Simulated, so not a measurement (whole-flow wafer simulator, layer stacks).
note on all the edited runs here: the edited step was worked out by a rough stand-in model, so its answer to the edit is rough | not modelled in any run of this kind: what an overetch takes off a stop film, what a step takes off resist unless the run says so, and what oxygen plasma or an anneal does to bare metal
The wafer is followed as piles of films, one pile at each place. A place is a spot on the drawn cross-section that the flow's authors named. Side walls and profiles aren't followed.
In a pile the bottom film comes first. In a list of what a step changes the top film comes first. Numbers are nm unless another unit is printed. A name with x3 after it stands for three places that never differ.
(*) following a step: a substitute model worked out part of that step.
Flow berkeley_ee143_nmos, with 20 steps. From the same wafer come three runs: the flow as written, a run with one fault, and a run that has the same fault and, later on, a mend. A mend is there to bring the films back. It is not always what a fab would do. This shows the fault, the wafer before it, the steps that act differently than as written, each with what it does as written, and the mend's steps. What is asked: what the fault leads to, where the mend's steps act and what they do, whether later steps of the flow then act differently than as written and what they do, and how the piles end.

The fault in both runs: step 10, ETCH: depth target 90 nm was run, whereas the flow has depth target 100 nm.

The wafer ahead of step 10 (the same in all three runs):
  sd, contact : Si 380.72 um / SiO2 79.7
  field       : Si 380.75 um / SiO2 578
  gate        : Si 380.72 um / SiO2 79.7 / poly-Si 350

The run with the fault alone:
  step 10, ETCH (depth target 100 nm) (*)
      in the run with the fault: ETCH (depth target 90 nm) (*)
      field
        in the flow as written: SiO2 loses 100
        in the run with the fault: SiO2 loses 90
  None of the later steps of the flow differs from how it acts as written, at any place that is followed, by more than 2% or 0.5 nm, whichever is larger.
  At the end the piles are close to the flow's at the places that both follow, differing by at most 2% or 0.5 nm, whichever is larger.

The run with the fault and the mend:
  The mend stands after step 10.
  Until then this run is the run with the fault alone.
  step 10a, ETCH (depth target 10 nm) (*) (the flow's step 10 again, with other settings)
      field
        SiO2 loses 10
  None of the later steps of the flow acts differently than as written at any place that is followed.
  At every place that both follow, the piles at the end match the flow's.
